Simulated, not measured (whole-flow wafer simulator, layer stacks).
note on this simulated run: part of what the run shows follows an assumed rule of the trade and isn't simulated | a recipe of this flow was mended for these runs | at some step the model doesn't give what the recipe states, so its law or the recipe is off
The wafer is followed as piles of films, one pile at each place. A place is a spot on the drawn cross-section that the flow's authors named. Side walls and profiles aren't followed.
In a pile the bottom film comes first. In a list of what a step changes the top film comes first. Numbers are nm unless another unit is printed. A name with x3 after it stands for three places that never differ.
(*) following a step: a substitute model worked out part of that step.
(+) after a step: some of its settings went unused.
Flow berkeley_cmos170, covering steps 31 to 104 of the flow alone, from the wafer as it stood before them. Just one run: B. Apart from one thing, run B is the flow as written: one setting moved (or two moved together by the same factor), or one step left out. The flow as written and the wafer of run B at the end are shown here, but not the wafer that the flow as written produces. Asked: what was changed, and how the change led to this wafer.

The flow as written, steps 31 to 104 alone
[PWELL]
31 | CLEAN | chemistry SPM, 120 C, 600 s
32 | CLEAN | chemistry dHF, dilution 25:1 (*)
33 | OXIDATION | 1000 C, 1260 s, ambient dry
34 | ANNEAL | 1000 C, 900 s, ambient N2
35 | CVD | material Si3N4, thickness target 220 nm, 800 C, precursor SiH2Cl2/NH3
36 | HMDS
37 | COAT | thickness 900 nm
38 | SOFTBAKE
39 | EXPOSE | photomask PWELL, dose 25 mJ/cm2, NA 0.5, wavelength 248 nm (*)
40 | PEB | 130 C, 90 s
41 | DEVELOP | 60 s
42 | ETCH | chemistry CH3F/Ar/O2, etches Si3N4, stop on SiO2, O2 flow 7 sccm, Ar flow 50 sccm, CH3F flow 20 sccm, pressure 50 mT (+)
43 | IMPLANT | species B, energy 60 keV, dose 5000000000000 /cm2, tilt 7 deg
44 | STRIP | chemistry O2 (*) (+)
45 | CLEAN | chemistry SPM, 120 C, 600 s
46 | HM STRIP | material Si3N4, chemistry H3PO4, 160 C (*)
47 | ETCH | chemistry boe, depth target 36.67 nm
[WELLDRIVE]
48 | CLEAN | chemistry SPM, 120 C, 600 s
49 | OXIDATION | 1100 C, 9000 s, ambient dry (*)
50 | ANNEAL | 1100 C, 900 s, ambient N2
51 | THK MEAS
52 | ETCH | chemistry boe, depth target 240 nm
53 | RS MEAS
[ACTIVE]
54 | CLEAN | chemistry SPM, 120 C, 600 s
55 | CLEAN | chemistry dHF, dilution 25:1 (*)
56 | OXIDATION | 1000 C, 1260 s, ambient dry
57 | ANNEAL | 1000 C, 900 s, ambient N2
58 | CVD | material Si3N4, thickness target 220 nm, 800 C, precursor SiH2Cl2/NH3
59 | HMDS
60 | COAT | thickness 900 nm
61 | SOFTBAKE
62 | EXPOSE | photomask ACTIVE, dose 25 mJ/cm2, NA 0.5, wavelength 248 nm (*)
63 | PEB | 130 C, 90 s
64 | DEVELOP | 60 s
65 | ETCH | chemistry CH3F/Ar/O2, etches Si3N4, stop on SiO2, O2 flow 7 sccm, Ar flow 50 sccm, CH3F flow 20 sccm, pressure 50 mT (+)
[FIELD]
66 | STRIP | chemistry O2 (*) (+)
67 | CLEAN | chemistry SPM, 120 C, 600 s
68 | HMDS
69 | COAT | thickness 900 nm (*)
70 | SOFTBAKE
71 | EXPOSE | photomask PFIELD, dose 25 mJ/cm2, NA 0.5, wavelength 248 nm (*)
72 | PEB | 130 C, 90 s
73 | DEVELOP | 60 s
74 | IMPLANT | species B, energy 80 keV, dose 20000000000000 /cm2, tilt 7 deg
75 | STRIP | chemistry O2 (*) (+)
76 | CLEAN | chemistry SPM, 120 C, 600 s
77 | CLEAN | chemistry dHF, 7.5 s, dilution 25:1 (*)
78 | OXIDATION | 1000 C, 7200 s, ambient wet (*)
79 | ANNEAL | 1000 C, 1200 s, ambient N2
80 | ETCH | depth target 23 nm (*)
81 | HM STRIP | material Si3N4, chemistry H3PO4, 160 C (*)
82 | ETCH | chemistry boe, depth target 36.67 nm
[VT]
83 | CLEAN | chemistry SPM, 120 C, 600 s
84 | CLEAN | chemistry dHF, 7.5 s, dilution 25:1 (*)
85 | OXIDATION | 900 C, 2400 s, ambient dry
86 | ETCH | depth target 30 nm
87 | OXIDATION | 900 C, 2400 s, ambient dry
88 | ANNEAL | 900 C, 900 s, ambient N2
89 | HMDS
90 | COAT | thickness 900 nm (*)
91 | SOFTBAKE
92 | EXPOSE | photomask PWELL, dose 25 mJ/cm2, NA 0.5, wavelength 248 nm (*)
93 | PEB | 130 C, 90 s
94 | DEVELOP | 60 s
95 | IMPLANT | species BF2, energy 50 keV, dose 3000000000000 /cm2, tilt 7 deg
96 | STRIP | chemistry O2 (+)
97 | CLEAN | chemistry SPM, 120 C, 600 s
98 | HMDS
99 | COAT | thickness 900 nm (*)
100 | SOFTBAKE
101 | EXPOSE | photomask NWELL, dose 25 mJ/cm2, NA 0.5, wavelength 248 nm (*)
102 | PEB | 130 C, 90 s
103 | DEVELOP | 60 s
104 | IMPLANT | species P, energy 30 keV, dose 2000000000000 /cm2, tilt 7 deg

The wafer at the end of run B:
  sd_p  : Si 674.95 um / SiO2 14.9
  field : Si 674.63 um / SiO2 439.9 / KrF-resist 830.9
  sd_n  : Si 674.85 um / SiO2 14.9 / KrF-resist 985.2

Cause: step 46, HM STRIP: material Si3N4, chemistry H3PO4, 160 C (*), was not run.

How this came from the change, step by step:
  47 | ETCH | chemistry boe, depth target 36.67 nm
      sd_p, spacer_p, gate_p: -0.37 Si3N4 (as written it would have been: -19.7 SiO2 (all of it))
      field, mark, sd_n and 7 more: -22.9 SiO2 (all of it) (as written it would have been: -8.89 SiO2 (all of it))
  48 | CLEAN | chemistry SPM, 120 C, 600 s
      sd_p, spacer_p, gate_p: nothing (as written it would have been: +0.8 chemical SiO2 (new film), -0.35 Si)
  49 | OXIDATION | 1100 C, 9000 s, ambient dry (*)
      sd_p, spacer_p, gate_p: nothing (as written it would have been: +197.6 SiO2 (new film), -0.8 chemical SiO2 (all of it), -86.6 Si)
  52 | ETCH | chemistry boe, depth target 240 nm
      sd_p, spacer_p, gate_p: -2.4 Si3N4 (as written it would have been: -197.6 SiO2 (all of it))
  54 | CLEAN | chemistry SPM, 120 C, 600 s
      sd_p, spacer_p, gate_p: nothing (as written it would have been: +0.8 chemical SiO2 (new film), -0.35 Si)
  55 | CLEAN | chemistry dHF, dilution 25:1 (*)
      sd_p, spacer_p, gate_p: -0.37 Si3N4 (as written it would have been: -0.8 chemical SiO2 (all of it))
  56 | OXIDATION | 1000 C, 1260 s, ambient dry
      sd_p, spacer_p, gate_p: nothing (as written it would have been: +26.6 SiO2 (new film), -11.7 Si)
  58 | CVD | material Si3N4, thickness target 220 nm, 800 C, precursor SiH2Cl2/NH3
      sd_p, spacer_p, gate_p: +220 Si3N4 (as written it would have been: +220 Si3N4 (new film))
  60 | COAT | thickness 900 nm
      sd_p: +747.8 KrF-resist (new film) (as written it would have been: +900 KrF-resist (new film))
      spacer_p: +776.2 KrF-resist (new film) (as written it would have been: +900 KrF-resist (new film))
      (as well as at 1 more place)
  66 | STRIP | chemistry O2 (*) (+)
      sd_p: -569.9 KrF-resist (all of it) (as written it would have been: -721.7 KrF-resist (all of it))
      spacer_p: -598.2 KrF-resist (all of it) (as written it would have been: -721.7 KrF-resist (all of it))
      (as well as at 1 more place)
  69 | COAT | thickness 900 nm (*)
      sd_p: +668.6 KrF-resist (new film) (as written it would have been: +807.6 KrF-resist (new film))
      spacer_p: +714.1 KrF-resist (new film) (as written it would have been: +825.6 KrF-resist (new film))
      (as well as at 1 more place)
  75 | STRIP | chemistry O2 (*) (+)
      sd_p: -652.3 KrF-resist (all of it) (as written it would have been: -790.9 KrF-resist (all of it))
      spacer_p: -697.7 KrF-resist (all of it) (as written it would have been: -808.9 KrF-resist (all of it))
      (as well as at 1 more place)
  78 | OXIDATION | 1000 C, 7200 s, ambient wet (*)
      sd_p: +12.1 SiO2 (new film), -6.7 Si3N4 (as written it would have been: +12.1 SiO2 (new film), -6.7 Si3N4, +0.07 SiO2, -0.07 Si)
  81 | HM STRIP | material Si3N4, chemistry H3PO4, 160 C (*)
      sd_p, spacer_p, gate_p: -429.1 Si3N4 (all of it), -22.4 SiO2 (as written it would have been: -212.2 Si3N4 (all of it), -11.1 SiO2)
      field: -35.8 SiO2 (as written it would have been: -17.7 SiO2)
  82 | ETCH | chemistry boe, depth target 36.67 nm
      spacer_p, gate_p: -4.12 SiO2 (all of it) (as written it would have been: -15.5 SiO2 (all of it))
      sd_p: -4.13 SiO2 (all of it) (as written it would have been: -15.5 SiO2 (all of it))
  90 | COAT | thickness 900 nm (*)
      sd_p: +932 KrF-resist (new film) (as written it would have been: +989.1 KrF-resist (new film))
      spacer_p: +925.6 KrF-resist (new film) (as written it would have been: +970.8 KrF-resist (new film))
      (as well as at 1 more place)
  ... another 2 steps ...
  103 | DEVELOP | 60 s
      sd_p: -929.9 KrF-resist (all of it) (as written it would have been: -986.9 KrF-resist (all of it))
      spacer_p: -923.5 KrF-resist (all of it) (as written it would have been: -968.6 KrF-resist (all of it))
      (as well as at 1 more place)
